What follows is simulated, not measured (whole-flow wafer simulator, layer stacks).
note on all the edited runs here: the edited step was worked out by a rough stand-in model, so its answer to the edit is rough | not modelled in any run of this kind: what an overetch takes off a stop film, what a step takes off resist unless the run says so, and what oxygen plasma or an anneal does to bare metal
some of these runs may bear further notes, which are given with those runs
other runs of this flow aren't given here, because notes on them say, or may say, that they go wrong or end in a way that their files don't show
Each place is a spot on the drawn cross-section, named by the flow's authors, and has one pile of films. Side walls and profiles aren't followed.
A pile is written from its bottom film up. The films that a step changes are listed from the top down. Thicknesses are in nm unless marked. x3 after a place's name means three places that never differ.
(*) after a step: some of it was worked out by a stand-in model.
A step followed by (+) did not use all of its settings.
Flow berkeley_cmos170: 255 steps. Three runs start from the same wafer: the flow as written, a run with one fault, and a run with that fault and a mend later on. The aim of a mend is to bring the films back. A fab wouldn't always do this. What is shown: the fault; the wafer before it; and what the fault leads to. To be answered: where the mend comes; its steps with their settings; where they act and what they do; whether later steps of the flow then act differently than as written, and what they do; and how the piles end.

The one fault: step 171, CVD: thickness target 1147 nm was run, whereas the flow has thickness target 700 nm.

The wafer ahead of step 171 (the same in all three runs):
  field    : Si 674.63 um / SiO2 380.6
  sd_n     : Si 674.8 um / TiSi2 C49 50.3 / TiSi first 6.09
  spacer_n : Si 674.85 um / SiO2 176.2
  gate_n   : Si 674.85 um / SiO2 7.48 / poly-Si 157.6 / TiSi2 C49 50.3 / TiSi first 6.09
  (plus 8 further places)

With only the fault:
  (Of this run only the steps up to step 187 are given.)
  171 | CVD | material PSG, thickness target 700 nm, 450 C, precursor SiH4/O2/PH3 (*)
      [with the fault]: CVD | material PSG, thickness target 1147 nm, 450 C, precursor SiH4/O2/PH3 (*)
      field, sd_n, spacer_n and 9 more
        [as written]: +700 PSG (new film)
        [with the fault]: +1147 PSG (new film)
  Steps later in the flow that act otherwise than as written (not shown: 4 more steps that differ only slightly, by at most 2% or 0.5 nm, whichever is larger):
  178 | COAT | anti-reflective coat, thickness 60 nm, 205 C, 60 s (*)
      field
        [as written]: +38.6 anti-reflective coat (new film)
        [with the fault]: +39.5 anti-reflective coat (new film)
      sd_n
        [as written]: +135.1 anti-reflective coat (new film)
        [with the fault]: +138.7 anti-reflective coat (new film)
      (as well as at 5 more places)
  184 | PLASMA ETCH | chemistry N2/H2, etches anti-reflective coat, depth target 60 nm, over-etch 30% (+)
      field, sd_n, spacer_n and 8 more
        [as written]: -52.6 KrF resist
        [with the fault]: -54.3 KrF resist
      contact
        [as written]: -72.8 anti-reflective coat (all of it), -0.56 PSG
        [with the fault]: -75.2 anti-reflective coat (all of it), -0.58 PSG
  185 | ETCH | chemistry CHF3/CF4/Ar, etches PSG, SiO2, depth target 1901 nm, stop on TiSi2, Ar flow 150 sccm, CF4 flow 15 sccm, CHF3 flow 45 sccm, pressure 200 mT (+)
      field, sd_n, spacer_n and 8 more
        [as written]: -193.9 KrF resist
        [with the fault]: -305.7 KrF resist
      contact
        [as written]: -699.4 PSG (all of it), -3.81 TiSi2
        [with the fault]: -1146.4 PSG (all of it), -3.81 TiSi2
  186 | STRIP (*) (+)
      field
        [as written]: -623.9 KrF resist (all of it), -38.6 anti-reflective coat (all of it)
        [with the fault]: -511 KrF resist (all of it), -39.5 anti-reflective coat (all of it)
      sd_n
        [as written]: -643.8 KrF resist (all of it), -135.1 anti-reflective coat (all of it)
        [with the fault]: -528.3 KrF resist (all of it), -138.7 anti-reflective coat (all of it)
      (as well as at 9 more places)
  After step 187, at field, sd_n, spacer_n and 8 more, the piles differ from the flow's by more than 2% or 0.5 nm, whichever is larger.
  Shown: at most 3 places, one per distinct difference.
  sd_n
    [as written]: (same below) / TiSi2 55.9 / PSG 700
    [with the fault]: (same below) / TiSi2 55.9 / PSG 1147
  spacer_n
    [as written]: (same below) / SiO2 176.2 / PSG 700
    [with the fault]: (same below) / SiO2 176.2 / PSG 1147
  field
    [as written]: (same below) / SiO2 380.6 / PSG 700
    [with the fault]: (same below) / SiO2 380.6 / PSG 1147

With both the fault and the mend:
  The mend follows step 171.
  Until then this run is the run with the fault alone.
  171a | ETCH | chemistry boe, depth target 447 nm
      field, sd_n, spacer_n and 9 more
        -447 PSG
  Steps later in the flow that act otherwise than as written (not shown: 8 more steps that differ only slightly, by at most 2% or 0.5 nm, whichever is larger):
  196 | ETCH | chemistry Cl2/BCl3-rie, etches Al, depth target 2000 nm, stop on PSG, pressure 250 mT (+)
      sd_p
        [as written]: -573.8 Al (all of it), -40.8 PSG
        [with the mend]: -580.6 Al (all of it), -39.9 PSG
  When the end is reached, the piles differ only a little from the flow's at the places that both follow, at most by 2% or 0.5 nm, whichever is larger.
